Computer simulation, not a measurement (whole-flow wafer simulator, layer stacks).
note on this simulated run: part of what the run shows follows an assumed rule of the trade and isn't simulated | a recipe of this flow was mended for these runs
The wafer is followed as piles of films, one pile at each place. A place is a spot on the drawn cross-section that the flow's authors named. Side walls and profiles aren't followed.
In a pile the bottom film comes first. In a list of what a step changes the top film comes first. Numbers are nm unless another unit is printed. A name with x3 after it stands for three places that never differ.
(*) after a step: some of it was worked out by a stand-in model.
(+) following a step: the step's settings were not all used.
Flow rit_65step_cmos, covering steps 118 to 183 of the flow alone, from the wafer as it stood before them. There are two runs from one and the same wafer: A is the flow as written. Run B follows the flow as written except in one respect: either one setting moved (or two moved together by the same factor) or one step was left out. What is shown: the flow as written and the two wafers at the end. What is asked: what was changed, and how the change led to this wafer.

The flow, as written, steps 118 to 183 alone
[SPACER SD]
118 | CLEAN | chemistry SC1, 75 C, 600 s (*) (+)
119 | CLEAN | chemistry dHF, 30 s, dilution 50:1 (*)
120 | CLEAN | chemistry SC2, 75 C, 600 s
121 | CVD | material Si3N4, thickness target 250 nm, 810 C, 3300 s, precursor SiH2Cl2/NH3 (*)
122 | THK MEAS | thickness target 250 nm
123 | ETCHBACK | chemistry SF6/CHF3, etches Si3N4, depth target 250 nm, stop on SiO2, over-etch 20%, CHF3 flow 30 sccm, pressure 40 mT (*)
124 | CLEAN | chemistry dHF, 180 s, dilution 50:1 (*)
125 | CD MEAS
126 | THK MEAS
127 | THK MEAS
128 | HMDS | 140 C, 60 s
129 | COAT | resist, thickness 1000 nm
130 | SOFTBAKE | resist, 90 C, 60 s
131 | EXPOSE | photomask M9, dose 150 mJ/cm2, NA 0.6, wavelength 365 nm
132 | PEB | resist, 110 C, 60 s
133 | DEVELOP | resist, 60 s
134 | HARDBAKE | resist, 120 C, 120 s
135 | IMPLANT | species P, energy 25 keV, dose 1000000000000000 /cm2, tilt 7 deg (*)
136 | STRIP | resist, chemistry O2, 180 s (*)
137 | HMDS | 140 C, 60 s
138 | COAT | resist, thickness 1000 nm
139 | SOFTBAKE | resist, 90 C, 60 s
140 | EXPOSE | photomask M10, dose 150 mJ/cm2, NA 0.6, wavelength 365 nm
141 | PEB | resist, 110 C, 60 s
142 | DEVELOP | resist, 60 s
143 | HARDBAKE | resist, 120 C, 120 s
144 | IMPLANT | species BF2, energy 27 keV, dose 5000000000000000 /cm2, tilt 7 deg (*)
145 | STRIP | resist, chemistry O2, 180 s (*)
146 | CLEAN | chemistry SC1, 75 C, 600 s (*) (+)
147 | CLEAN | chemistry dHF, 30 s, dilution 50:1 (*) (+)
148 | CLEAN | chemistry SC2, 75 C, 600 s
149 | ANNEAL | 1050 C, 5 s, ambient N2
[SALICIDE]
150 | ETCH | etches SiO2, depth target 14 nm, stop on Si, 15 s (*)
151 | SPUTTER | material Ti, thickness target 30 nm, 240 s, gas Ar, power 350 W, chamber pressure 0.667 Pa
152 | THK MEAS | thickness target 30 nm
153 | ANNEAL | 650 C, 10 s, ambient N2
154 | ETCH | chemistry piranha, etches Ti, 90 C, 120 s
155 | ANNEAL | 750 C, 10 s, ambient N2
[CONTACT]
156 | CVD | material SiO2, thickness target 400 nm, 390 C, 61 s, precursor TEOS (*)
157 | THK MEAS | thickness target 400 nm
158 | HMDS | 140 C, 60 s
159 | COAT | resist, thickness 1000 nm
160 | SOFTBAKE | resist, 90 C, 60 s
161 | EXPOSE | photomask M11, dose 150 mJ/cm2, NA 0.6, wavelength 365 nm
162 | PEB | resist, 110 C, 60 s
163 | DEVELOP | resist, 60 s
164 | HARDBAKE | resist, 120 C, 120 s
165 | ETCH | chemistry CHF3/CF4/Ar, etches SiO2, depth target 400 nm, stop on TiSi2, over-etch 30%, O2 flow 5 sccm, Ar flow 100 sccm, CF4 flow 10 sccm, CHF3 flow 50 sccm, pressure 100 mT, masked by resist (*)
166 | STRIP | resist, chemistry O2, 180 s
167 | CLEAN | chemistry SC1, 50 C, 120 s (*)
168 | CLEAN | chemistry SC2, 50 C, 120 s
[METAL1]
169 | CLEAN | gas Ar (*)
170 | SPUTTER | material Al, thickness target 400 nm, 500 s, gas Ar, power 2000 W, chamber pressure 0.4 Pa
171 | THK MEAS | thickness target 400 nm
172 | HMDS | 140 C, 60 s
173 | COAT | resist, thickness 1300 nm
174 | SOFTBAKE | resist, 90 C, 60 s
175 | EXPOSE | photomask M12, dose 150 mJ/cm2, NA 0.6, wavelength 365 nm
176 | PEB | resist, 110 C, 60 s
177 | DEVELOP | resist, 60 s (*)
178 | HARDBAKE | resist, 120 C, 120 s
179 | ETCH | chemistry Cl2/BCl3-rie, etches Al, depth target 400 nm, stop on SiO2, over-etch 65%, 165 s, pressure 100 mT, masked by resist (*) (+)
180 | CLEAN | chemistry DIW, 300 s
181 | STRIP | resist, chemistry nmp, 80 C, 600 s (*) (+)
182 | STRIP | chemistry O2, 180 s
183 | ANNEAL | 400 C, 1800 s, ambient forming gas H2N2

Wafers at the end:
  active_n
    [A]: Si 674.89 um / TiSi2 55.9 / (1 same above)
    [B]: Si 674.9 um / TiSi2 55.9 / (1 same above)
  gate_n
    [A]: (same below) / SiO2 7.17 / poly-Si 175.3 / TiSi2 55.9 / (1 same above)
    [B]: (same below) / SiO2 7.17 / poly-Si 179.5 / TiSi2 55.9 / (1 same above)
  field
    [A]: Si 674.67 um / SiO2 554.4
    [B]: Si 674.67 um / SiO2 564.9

The reason: step 119, CLEAN: chemistry dHF, 30 s, dilution 50:1 (*), was omitted.

The path from the change to this, step by step:
  124 | CLEAN | chemistry dHF, 180 s, dilution 50:1 (*)
      active_n, sd_n, contact, m1: A SiO2 loses 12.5 (all of it) | B SiO2 loses 16.8
      active_p, sd_p: A SiO2 loses 12 (all of it) | B SiO2 loses 16.8
      (as well as at 2 more places)
  136 | STRIP | resist, chemistry O2, 180 s (*)
      active_n, sd_n, contact, m1: A chemical SiO2 gains 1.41 (new film), Si loses 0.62 | B nothing
      active_p: A chemical SiO2 gains 1.31 (new film), resist loses 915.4 (all of it), Si loses 0.58 | B resist loses 915.7 (all of it)
      (as well as at 3 more places)
  146 | CLEAN | chemistry SC1, 75 C, 600 s (*) (+)
      active_n, active_p, sd_n, sd_p, contact, m1: A chemical SiO2 loses 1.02, Si loses 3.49 | B SiO2 loses 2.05
      gate_n, gate_p: A chemical SiO2 loses 1.02, poly-Si loses 3.49 | B SiO2 loses 2.05
  147 | CLEAN | chemistry dHF, 30 s, dilution 50:1 (*) (+)
      active_n, sd_n, contact, m1: A chemical SiO2 loses 0.6 (all of it) | B SiO2 loses 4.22 (all of it)
      active_p, sd_p: A chemical SiO2 loses 0.6 (all of it) | B SiO2 loses 4.21 (all of it)
      (as well as at 2 more places)
